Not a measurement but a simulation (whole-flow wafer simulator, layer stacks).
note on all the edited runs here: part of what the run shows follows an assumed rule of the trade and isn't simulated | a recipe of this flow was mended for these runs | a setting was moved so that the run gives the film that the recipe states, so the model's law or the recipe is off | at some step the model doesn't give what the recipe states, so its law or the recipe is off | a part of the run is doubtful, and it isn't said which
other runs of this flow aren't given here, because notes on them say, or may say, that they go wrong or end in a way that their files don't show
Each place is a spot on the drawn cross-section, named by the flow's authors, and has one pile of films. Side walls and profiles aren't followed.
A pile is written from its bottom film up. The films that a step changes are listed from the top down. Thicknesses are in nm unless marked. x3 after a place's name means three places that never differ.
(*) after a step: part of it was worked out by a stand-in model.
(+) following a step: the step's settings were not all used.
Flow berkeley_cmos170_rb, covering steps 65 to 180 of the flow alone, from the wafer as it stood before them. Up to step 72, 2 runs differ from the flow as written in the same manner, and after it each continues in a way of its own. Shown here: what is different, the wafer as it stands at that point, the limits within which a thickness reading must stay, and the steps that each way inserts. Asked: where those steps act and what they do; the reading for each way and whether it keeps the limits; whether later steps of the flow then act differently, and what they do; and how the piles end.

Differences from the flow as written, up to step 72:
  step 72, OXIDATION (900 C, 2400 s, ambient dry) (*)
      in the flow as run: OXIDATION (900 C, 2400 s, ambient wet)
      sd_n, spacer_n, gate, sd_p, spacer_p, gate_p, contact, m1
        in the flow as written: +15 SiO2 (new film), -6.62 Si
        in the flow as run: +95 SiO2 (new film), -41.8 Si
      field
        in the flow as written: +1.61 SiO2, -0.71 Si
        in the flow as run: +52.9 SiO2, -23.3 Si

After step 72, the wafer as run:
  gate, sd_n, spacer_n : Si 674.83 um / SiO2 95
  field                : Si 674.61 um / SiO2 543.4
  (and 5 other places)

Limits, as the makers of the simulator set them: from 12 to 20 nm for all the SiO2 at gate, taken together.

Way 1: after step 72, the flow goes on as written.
  After step 72, the reading is 95 nm, outside the limits.
  Steps further on in the flow that do not act as written (not shown: 25 more steps that differ only slightly, by at most 2% or 0.5 nm, whichever is larger):
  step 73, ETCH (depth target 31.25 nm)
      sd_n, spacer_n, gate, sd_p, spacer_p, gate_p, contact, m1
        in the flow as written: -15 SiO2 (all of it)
        going this way: -31.3 SiO2
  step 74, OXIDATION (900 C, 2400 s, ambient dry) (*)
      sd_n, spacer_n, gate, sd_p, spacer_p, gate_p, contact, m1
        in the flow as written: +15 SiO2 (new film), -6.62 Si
        going this way: +5.24 SiO2, -2.3 Si
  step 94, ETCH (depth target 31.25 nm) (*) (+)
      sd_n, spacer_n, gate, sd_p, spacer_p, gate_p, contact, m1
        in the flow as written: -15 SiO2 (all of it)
        going this way: -31.2 SiO2
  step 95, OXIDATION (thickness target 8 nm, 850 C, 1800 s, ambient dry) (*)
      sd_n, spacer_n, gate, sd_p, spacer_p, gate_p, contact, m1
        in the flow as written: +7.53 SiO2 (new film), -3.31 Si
        going this way: +2.02 SiO2, -0.89 Si
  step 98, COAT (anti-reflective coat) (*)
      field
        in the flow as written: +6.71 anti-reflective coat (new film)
        going this way: +7.23 anti-reflective coat (new film)
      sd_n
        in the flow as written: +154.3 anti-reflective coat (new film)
        going this way: +171.8 anti-reflective coat (new film)
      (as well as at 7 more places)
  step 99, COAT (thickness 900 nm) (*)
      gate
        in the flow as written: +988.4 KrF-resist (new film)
        going this way: +1008.7 KrF-resist (new film)
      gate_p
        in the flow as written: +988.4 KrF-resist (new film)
        going this way: +1008.6 KrF-resist (new film)
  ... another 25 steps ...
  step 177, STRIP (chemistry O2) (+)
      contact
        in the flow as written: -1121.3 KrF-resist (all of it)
        going this way: -1153.4 KrF-resist (all of it)
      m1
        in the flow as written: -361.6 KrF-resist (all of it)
        going this way: -383.2 KrF-resist (all of it)
  By the end, the piles at field, sd_n, spacer_n and 6 more depart from the flow's by more than 2% or 0.5 nm, whichever is larger.
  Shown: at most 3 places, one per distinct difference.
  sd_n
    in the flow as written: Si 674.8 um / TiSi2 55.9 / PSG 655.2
    going this way: Si 674.82 um / SiO2 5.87 / PSG 655.2
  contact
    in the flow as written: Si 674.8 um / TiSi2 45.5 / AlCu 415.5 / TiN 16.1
    going this way: Si 674.81 um / AlCu 413 / TiN 16
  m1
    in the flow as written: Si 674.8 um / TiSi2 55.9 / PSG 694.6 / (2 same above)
    going this way: Si 674.82 um / SiO2 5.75 / PSG 694.6 / (2 same above)

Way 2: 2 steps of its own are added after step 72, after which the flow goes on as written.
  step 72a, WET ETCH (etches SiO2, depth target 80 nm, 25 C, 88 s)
      field, sd_n, spacer_n and 6 more
        -80 SiO2
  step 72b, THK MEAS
      leaves every film unchanged at each place that is followed
  After step 72b, the reading is 15 nm, within the limits.
  Steps further on in the flow that do not act as written (not shown: 42 more steps that differ only slightly, by at most 2% or 0.5 nm, whichever is larger):
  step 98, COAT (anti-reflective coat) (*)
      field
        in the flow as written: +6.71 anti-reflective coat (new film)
        going this way: +5.76 anti-reflective coat (new film)
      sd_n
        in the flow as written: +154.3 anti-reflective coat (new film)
        going this way: +143.2 anti-reflective coat (new film)
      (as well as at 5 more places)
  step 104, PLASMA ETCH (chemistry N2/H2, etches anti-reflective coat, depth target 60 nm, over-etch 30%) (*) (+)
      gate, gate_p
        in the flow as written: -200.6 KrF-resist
        going this way: -186.2 KrF-resist
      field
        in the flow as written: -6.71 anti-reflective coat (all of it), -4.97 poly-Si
        going this way: -5.76 anti-reflective coat (all of it), -4.63 poly-Si
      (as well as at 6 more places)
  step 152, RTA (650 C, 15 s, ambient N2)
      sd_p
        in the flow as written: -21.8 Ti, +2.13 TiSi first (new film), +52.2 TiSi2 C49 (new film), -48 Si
        going this way: -22.2 Ti, +3.15 TiSi first (new film), +51.7 TiSi2 C49 (new film), -48.3 Si
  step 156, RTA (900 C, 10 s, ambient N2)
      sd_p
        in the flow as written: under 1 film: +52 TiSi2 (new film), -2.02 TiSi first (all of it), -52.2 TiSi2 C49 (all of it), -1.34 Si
        going this way: under 1 film: +53 TiSi2 (new film), -3.05 TiSi first (all of it), -51.7 TiSi2 C49 (all of it), -2.02 Si
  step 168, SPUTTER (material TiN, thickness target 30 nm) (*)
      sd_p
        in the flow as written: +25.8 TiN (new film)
        going this way: +26.4 TiN (new film)
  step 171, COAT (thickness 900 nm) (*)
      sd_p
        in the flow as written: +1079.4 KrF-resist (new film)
        going this way: +1057.7 KrF-resist (new film)
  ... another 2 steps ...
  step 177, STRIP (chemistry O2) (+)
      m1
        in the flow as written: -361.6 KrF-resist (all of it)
        going this way: -353.7 KrF-resist (all of it)
  By the end, the piles at field depart from the flow's by more than 2% or 0.5 nm, whichever is larger.
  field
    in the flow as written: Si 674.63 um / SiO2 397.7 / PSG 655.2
    going this way: Si 674.6 um / SiO2 369.1 / PSG 655.2

Inside the limits: way 2. Outside the limits: way 1.
